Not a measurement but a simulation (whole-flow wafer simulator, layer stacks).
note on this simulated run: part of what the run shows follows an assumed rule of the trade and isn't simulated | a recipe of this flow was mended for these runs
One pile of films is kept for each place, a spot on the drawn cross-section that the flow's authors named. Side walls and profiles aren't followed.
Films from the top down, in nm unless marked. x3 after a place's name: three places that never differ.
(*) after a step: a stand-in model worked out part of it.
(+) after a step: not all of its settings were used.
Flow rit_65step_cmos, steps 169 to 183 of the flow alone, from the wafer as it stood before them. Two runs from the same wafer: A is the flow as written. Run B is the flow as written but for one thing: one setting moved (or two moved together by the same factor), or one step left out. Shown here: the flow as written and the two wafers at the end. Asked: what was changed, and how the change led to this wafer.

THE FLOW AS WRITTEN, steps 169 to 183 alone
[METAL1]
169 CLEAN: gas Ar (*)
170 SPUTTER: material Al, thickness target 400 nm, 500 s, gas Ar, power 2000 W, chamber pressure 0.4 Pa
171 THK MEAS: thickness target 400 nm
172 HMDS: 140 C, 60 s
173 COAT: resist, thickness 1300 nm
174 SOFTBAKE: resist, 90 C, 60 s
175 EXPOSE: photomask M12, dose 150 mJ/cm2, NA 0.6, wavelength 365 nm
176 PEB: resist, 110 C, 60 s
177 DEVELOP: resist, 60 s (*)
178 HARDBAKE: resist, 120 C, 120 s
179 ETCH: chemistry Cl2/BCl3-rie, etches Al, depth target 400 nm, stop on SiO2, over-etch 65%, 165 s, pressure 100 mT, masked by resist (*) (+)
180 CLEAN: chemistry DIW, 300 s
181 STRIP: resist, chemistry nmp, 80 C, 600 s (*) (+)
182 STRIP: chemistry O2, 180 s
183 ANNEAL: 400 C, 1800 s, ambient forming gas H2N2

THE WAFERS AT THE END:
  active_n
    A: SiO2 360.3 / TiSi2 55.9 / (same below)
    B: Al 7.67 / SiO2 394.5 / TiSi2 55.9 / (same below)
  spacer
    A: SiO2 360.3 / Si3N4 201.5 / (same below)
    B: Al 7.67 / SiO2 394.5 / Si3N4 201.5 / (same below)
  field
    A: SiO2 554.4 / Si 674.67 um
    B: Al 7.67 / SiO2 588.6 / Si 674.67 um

The cause: step 170, SPUTTER: thickness target 681 nm was run, where the flow has thickness target 400 nm; step 170, SPUTTER: 852 s was run, where the flow has 500 s.

How the change led to this, step by step:
  170 SPUTTER: material Al, thickness target 400 nm, 500 s, gas Ar, power 2000 W, chamber pressure 0.4 Pa
      field, field_pw, field_nw and 10 more: A Al +400 (new film) | B Al +681 (new film)
      contact: A Al +255.4 (new film) | B Al +404.4 (new film)
  173 COAT: resist, thickness 1300 nm
      contact: A resist +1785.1 (new film) | B resist +1925.8 (new film)
  176 PEB: resist, 110 C, 60 s
      contact: A resist -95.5 | B resist -103.5
  178 HARDBAKE: resist, 120 C, 120 s
      contact: A resist -62.1 | B resist -67.7
  179 ETCH: chemistry Cl2/BCl3-rie, etches Al, depth target 400 nm, stop on SiO2, over-etch 65%, 165 s, pressure 100 mT, masked by resist (*) (+)
      field, field_pw, field_nw and 9 more: A Al -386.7 (all of it), SiO2 -34.2 | B Al -660
  181 STRIP: resist, chemistry nmp, 80 C, 600 s (*) (+)
      contact: A resist -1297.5 (all of it) | B resist -1424.6 (all of it)
Counting metal films that touch as one body, active_n has 1 body; the flow as written gives 0 bodies.
Counting metal films that touch as one body, spacer has 1 body; the flow as written gives 0 bodies.
Counting metal films that touch as one body, field has 1 body; the flow as written gives 0 bodies.
